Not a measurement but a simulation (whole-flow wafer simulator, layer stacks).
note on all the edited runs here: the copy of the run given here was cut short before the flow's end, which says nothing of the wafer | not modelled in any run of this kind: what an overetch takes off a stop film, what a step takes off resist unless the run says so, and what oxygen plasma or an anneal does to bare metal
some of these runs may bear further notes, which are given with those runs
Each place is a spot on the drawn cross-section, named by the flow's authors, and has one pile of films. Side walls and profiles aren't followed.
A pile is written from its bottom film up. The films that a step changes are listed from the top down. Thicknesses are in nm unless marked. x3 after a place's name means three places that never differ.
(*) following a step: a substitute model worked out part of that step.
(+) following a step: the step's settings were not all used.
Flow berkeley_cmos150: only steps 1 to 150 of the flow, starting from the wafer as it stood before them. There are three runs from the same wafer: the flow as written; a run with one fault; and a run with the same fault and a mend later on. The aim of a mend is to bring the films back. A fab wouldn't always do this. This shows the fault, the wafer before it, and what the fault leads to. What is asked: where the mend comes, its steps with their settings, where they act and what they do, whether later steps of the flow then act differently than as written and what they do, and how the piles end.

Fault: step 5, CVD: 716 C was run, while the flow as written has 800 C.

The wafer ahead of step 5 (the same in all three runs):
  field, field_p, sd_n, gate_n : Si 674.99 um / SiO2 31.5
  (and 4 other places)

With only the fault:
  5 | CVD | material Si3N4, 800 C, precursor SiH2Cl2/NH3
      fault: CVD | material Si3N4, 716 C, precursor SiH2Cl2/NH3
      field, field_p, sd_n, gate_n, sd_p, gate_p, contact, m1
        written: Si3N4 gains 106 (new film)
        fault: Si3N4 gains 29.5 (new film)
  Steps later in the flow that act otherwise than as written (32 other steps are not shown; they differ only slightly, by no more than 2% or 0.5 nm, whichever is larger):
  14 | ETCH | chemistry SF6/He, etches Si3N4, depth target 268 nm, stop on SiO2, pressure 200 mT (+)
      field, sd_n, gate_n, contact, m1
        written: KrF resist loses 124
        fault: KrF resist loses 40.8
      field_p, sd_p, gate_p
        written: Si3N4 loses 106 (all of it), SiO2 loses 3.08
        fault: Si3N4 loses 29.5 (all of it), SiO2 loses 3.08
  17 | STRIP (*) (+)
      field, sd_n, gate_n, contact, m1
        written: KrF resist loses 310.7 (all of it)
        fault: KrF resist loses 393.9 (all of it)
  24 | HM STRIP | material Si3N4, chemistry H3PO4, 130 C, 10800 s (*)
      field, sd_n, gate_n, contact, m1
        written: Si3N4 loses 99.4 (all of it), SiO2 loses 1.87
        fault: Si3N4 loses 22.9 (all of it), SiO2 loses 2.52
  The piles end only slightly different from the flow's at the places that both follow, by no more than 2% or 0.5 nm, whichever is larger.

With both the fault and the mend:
  The mend stands after step 6.
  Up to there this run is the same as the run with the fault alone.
  6a | CVD | material Si3N4, 800 C, precursor SiH2Cl2/NH3 (a further turn of the flow's step 5; the settings that differ are not printed)
      field, field_p, sd_n, gate_n, sd_p, gate_p, contact, m1
        Si3N4 gains 76.5
  Later steps of the flow that are run all act as written at every place that is followed, up to a difference of at most 2% or 0.5 nm, whichever is larger.
  The piles end the same as the flow's at every place that both follow.
